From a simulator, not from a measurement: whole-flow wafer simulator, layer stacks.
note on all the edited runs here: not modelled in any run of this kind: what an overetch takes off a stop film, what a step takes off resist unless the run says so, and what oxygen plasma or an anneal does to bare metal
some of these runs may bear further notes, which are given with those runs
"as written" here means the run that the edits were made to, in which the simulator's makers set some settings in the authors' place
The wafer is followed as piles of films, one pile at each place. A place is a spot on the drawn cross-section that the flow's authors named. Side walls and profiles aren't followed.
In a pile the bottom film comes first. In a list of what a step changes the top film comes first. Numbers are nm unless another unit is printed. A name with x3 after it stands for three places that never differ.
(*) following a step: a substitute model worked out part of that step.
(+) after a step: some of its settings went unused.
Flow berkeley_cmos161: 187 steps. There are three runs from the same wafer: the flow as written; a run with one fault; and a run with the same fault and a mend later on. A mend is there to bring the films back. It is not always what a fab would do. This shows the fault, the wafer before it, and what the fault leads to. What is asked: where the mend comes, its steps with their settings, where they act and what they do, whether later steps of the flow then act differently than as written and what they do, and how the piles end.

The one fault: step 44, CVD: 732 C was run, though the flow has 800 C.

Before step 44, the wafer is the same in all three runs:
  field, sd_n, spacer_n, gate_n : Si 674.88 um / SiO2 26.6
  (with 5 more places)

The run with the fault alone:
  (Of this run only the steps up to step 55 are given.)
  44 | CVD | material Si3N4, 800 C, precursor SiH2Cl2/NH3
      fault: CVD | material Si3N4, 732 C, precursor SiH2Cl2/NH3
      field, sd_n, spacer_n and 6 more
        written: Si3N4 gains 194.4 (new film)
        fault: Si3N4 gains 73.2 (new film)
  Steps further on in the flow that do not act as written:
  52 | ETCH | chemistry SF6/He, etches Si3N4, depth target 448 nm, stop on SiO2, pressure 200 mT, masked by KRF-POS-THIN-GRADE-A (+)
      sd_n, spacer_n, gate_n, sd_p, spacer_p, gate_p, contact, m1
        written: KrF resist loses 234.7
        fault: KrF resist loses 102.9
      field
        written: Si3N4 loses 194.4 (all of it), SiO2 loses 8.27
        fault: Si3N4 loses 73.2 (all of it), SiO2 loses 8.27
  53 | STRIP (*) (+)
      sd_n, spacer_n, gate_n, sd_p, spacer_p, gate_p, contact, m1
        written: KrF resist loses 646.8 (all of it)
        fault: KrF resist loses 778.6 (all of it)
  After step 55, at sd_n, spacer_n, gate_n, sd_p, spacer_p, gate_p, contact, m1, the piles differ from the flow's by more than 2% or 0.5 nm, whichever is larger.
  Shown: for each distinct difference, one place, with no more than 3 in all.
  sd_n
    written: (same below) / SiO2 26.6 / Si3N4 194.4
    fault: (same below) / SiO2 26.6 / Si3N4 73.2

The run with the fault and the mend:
  The mend stands after step 44.
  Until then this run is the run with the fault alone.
  44a | ETCH | chemistry h3po4, depth target 84.14 nm
      field, sd_n, spacer_n and 6 more
        Si3N4 loses 73.2 (all of it)
  44b | CLEAN | chemistry SPM (a further turn of the flow's step 36)
      alters no film at any place that is followed
  44c | CVD | material Si3N4, 800 C, precursor SiH2Cl2/NH3 (a further turn of the flow's step 44)
      field, sd_n, spacer_n and 6 more
        Si3N4 gains 194.4 (new film)
  Later steps of the flow that are run all act as written at every place that is followed.
  At every place that both follow, the piles at the end match the flow's.
